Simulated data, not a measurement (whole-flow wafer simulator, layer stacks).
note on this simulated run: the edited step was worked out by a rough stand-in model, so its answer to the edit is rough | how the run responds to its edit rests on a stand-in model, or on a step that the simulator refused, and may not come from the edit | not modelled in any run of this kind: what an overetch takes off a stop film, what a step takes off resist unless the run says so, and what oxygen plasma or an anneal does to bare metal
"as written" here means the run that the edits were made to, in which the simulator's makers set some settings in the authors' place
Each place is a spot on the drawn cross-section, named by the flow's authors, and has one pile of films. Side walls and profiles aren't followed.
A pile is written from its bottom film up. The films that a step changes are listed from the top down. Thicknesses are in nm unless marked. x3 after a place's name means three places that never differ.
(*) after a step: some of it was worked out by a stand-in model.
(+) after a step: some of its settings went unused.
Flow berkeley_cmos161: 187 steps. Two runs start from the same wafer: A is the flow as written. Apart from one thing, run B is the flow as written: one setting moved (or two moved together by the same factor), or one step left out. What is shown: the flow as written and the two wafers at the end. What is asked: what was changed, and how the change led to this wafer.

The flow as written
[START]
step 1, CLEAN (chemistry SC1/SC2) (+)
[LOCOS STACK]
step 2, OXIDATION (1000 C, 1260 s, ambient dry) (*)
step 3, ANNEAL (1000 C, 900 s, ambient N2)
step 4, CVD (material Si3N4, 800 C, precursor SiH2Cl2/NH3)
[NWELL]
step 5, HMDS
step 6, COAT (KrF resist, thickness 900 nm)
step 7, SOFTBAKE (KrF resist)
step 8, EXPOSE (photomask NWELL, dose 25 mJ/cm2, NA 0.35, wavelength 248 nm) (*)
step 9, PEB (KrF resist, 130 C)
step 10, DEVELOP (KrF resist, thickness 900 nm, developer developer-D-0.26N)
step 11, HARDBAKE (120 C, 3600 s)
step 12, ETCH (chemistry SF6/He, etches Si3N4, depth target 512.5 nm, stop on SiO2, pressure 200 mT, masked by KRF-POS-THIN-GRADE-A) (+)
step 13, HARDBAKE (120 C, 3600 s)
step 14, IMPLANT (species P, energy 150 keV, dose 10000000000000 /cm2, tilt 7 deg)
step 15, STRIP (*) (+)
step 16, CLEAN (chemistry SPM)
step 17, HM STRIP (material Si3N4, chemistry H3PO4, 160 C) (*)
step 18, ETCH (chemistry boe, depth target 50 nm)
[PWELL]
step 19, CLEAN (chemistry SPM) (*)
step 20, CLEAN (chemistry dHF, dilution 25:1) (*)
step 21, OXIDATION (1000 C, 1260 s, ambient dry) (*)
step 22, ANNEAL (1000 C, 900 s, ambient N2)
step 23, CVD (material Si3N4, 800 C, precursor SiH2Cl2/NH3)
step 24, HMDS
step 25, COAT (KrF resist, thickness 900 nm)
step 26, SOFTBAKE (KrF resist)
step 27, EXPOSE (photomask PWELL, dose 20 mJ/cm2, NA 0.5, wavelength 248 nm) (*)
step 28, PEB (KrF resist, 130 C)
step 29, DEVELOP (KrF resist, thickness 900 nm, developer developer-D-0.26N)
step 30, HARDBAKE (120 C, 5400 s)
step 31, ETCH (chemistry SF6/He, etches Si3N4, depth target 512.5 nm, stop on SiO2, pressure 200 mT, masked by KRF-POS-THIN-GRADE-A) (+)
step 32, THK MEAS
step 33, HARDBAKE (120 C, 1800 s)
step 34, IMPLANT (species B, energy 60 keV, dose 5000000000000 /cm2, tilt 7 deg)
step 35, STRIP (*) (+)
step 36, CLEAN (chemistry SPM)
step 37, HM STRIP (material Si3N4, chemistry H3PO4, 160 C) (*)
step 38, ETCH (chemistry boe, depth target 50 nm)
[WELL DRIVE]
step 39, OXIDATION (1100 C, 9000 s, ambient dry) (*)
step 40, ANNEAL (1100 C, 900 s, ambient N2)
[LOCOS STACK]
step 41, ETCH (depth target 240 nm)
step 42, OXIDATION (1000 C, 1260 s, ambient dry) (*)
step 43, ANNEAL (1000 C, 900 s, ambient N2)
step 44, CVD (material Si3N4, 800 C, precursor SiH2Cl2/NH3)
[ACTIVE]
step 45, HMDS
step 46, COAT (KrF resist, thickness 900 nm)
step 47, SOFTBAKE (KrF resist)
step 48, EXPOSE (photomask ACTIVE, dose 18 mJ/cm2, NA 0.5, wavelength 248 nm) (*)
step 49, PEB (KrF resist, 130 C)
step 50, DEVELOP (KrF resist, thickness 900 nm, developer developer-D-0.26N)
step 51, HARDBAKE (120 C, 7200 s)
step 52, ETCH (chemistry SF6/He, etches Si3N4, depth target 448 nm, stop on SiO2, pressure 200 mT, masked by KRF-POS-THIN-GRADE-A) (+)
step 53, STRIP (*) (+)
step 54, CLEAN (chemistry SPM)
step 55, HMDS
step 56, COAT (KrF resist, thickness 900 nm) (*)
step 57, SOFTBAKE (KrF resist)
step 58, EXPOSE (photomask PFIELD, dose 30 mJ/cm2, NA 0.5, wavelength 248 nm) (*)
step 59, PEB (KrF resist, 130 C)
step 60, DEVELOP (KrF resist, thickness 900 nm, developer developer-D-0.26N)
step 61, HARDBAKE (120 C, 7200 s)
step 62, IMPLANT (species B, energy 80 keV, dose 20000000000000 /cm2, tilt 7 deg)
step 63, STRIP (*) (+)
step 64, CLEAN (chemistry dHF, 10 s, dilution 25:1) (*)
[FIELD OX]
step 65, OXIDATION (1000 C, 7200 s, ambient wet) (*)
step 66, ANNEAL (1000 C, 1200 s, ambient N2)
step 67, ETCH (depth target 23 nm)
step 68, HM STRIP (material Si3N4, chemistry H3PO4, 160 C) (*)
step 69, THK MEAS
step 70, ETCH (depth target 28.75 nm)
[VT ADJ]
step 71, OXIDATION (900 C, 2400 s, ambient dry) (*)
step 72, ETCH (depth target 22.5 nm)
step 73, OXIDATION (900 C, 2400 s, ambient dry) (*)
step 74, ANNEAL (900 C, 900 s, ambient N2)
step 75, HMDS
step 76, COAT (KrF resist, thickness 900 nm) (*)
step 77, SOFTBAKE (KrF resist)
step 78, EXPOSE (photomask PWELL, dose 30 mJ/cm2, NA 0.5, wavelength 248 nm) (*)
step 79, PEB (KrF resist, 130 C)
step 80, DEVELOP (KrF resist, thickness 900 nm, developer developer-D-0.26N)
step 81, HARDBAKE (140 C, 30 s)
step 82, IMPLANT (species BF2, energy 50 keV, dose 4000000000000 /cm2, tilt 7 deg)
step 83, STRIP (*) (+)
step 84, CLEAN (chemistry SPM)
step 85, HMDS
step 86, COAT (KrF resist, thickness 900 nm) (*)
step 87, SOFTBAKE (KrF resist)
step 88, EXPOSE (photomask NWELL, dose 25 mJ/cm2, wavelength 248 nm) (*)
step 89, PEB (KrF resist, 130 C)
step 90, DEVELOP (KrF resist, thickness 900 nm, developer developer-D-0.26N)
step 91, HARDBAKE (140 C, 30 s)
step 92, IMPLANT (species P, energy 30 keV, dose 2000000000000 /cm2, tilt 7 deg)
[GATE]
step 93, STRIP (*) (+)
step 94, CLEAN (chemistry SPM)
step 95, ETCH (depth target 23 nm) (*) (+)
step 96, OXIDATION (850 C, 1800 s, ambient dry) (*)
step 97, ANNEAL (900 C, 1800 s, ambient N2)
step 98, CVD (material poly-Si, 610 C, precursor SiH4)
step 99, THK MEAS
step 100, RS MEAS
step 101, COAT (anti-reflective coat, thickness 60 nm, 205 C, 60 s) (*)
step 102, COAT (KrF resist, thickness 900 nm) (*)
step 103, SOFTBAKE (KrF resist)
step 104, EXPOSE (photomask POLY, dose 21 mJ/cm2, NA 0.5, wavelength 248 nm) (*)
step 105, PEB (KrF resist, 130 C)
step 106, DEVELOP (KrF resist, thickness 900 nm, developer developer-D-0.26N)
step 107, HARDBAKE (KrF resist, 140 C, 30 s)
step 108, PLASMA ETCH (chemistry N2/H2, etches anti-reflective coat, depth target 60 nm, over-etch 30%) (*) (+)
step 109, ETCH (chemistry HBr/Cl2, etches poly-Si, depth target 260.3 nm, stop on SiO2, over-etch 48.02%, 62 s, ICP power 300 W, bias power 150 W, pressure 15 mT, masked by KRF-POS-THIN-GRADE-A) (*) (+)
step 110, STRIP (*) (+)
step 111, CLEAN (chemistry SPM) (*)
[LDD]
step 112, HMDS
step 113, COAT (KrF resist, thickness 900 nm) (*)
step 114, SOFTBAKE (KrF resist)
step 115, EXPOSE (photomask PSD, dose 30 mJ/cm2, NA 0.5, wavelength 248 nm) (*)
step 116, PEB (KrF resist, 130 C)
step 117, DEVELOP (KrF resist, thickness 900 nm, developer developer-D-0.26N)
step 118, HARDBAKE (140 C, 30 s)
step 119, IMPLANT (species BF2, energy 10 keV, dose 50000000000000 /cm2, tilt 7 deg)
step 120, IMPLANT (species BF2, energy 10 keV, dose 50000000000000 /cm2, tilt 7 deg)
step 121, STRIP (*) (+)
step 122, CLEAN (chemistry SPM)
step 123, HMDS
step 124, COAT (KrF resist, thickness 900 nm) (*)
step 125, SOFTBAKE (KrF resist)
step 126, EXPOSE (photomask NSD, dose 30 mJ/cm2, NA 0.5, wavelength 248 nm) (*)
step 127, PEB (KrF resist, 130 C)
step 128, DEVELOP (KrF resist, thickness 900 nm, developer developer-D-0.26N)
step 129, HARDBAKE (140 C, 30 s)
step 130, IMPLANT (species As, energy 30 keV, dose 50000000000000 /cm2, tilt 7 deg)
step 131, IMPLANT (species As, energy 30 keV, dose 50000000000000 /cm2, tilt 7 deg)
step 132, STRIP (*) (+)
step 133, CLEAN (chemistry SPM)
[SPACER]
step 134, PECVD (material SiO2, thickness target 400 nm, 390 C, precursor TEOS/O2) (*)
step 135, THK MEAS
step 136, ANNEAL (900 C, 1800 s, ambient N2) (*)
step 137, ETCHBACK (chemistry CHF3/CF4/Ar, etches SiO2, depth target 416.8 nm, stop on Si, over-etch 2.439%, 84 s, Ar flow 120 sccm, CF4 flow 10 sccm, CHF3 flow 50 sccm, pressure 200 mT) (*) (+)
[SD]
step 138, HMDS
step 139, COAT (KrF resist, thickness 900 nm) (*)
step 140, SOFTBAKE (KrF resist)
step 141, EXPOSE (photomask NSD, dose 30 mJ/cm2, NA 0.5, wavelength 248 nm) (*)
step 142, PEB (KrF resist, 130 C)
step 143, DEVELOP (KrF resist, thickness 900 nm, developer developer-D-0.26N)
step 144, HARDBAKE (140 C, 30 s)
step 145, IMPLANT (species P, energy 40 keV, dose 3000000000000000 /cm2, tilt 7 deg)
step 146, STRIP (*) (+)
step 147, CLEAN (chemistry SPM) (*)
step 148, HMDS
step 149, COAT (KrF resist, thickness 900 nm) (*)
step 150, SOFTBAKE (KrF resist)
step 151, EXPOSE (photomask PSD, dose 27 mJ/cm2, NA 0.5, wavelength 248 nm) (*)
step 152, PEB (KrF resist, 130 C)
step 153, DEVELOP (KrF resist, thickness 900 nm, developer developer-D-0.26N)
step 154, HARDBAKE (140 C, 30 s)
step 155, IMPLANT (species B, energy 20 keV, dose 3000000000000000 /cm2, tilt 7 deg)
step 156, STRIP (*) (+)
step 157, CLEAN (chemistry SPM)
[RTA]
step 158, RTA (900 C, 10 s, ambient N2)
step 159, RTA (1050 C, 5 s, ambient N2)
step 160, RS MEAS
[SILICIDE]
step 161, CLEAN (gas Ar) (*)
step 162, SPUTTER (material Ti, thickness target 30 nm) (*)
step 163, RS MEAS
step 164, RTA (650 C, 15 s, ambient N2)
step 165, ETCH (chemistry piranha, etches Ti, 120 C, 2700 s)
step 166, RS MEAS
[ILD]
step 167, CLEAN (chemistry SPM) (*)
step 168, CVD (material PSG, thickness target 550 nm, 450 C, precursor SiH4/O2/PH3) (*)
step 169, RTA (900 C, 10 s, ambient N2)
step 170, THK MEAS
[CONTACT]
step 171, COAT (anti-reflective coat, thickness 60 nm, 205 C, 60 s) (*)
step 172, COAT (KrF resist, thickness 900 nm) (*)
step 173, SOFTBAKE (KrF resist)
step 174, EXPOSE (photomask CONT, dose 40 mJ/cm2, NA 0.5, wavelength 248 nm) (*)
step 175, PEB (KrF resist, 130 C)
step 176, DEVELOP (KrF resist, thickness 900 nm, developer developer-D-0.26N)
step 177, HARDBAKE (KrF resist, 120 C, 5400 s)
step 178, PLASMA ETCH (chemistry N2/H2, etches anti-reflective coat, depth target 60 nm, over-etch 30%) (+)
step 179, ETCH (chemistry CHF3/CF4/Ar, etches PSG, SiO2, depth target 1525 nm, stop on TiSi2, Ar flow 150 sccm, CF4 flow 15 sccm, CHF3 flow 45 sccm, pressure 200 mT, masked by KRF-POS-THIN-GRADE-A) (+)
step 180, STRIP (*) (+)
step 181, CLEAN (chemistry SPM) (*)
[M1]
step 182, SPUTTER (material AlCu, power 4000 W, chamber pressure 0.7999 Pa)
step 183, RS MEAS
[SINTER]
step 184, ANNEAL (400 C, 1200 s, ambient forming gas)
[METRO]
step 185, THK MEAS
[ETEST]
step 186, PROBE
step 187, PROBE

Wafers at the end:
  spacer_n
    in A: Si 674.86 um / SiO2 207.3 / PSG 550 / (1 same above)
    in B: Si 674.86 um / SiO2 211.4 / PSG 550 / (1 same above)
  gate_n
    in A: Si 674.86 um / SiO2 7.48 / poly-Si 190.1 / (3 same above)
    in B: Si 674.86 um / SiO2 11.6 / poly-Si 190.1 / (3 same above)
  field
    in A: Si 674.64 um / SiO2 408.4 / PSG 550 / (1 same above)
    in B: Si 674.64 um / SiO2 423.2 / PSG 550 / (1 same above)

The reason: step 95, ETCH: depth target 8.142 nm was run, while the flow as written has depth target 23 nm.

Step by step, how the change led to this:
  step 95, ETCH (depth target 23 nm) (*) (+)
      sd_n, spacer_n, gate_n, sd_p, spacer_p, gate_p, contact, m1: A SiO2 loses 14.9 (all of it) | B SiO2 loses 8.14
      field: A SiO2 loses 23 | B SiO2 loses 8.14
  step 96, OXIDATION (850 C, 1800 s, ambient dry) (*)
      sd_n, spacer_n, gate_n, sd_p, spacer_p, gate_p, contact, m1: A SiO2 gains 7.48 (new film), Si loses 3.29 | B SiO2 gains 4.84, Si loses 2.13
  step 101, COAT (anti-reflective coat, thickness 60 nm, 205 C, 60 s) (*)
      sd_n: A anti-reflective coat gains 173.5 (new film) | B anti-reflective coat gains 181.3 (new film)
      spacer_n: A anti-reflective coat gains 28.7 (new film) | B anti-reflective coat gains 26.9 (new film)
      (also at 4 further places)
  step 108, PLASMA ETCH (chemistry N2/H2, etches anti-reflective coat, depth target 60 nm, over-etch 30%) (*) (+)
      sd_n: A anti-reflective coat loses 173.5 (all of it), poly-Si loses 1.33 | B anti-reflective coat loses 181.3 (all of it), poly-Si loses 1.39
      spacer_n: A anti-reflective coat loses 28.7 (all of it), poly-Si loses 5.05 | B anti-reflective coat loses 26.9 (all of it), poly-Si loses 5.35
      (also at 2 further places)
  step 110, STRIP (*) (+)
      gate_n: A chemical SiO2 gains 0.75 (new film), KrF resist loses 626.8 (all of it), anti-reflective coat loses 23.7 (all of it), poly-Si loses 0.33 | B chemical SiO2 gains 0.75 (new film), KrF resist loses 633.2 (all of it), anti-reflective coat loses 21.9 (all of it), poly-Si loses 0.33
      gate_p: A chemical SiO2 gains 0.75 (new film), KrF resist loses 598.2 (all of it), anti-reflective coat loses 27.9 (all of it), poly-Si loses 0.33 | B chemical SiO2 gains 0.75 (new film), KrF resist loses 601.9 (all of it), anti-reflective coat loses 27 (all of it), poly-Si loses 0.33
  step 171, COAT (anti-reflective coat, thickness 60 nm, 205 C, 60 s) (*)
      sd_n: A anti-reflective coat gains 149.7 (new film) | B anti-reflective coat gains 161.1 (new film)
      m1: A anti-reflective coat gains 97.8 (new film) | B anti-reflective coat gains 101.2 (new film)
  step 180, STRIP (*) (+)
      sd_n: A KrF resist loses 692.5 (all of it), anti-reflective coat loses 149.7 (all of it) | B KrF resist loses 690.1 (all of it), anti-reflective coat loses 161.1 (all of it)
      m1: A KrF resist loses 739.9 (all of it), anti-reflective coat loses 97.8 (all of it) | B KrF resist loses 744.8 (all of it), anti-reflective coat loses 101.2 (all of it)
